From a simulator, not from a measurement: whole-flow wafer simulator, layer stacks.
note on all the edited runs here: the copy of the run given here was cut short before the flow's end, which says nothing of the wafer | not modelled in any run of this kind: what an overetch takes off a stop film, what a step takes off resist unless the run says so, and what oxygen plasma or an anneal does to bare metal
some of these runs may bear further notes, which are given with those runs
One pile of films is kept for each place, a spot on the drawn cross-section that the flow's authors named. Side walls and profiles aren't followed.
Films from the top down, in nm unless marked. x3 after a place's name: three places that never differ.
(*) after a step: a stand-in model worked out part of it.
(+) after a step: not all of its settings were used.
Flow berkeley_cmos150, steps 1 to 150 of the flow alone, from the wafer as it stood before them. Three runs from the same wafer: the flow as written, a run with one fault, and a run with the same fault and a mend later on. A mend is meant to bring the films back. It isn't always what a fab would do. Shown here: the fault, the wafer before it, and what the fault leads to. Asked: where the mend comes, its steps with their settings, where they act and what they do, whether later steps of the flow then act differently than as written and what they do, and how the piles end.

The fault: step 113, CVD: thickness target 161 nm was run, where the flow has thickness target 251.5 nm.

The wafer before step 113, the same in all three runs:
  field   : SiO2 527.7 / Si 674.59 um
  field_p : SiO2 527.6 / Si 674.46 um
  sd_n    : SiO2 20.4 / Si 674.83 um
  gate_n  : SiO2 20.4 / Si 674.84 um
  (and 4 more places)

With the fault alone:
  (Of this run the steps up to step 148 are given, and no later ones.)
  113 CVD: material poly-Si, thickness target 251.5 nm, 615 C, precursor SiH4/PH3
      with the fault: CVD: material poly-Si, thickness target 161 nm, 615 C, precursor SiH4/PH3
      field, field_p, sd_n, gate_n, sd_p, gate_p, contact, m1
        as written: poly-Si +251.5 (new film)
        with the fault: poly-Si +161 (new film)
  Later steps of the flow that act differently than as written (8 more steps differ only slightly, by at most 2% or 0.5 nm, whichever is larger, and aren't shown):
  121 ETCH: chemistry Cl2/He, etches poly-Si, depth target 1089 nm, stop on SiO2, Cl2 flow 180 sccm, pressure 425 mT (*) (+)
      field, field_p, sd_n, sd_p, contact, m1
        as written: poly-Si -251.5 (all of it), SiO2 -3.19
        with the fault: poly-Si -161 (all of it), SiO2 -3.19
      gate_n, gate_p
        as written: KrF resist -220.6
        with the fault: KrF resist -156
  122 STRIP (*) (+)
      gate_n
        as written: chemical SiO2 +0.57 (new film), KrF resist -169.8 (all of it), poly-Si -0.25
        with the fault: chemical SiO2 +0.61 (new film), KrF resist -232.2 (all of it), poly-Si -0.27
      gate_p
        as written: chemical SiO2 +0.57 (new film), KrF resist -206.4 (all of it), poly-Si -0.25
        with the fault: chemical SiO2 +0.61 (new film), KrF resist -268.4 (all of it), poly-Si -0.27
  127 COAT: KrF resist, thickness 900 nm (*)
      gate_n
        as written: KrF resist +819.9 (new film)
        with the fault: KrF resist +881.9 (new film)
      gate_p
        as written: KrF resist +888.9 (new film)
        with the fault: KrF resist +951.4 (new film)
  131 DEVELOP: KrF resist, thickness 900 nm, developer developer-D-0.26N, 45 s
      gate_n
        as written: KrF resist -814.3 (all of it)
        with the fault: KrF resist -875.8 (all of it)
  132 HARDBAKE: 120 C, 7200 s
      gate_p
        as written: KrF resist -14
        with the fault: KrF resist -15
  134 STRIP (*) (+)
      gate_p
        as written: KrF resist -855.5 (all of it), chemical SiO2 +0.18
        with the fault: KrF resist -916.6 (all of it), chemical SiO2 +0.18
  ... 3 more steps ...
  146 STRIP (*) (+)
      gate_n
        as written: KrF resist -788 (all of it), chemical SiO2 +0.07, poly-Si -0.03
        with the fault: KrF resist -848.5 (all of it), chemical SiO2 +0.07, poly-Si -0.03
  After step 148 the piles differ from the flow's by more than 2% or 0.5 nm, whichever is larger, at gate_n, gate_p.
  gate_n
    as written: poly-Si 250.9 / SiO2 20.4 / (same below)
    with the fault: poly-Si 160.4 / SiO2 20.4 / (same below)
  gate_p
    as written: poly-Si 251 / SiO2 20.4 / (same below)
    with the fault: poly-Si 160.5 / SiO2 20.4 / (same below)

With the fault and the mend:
  The mend comes after step 113.
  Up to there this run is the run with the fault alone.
  113a ETCH: chemistry tmah, depth target 185.1 nm
      field, field_p, sd_n, gate_n, sd_p, gate_p, contact, m1
        poly-Si -161 (all of it)
  113b CLEAN: chemistry SPM, 600 s (*) (the flow's step 108 once more)
      changes no film at any place that is followed
  113c CVD: material poly-Si, thickness target 251.5 nm, 615 C, precursor SiH4/PH3 (the flow's step 113 once more)
      field, field_p, sd_n, gate_n, sd_p, gate_p, contact, m1
        poly-Si +251.5 (new film)
  No later step of the flow acts differently than as written at any place that is followed.
  At the end the piles are the same as the flow's at every place that both follow.
